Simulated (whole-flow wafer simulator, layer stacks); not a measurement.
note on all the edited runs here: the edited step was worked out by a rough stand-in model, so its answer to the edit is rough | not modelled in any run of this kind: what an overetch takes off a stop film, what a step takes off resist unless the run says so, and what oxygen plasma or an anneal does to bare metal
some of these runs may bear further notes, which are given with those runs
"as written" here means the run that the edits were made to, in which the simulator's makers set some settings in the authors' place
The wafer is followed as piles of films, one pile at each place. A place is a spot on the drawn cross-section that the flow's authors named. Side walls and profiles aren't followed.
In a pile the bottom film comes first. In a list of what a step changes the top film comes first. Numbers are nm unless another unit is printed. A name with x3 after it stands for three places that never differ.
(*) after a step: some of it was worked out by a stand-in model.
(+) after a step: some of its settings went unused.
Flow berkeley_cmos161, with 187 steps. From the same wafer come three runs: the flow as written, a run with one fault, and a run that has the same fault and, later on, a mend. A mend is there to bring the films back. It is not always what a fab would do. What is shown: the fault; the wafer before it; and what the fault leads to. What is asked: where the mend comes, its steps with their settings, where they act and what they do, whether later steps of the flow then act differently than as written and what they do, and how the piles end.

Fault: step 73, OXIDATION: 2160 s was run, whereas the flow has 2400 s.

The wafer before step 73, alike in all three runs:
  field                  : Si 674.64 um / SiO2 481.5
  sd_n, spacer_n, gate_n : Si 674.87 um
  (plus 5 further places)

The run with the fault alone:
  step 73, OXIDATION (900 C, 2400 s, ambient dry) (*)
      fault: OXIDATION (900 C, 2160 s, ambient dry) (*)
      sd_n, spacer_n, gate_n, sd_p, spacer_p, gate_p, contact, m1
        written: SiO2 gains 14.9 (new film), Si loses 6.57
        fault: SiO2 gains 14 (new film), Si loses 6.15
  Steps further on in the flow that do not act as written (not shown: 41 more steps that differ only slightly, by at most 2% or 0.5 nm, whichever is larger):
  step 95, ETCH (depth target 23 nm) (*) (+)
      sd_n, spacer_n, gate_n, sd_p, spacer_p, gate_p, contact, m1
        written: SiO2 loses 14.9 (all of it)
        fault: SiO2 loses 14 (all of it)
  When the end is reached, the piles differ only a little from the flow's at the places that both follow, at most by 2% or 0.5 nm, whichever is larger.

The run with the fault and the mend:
  After step 73 comes the mend.
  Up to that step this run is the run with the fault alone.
  step 73a, OXIDATION (900 C, 240 s, ambient dry) (*) (a further turn of the flow's step 73, with different settings)
      sd_n, spacer_n, gate_n, sd_p, spacer_p, gate_p, contact, m1
        SiO2 gains 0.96, Si loses 0.42
      field
        SiO2 gains 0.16, Si loses 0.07
  Later steps of the flow that are run all act as written at every place that is followed.
  By the end, the piles equal the flow's at every place that both follow.
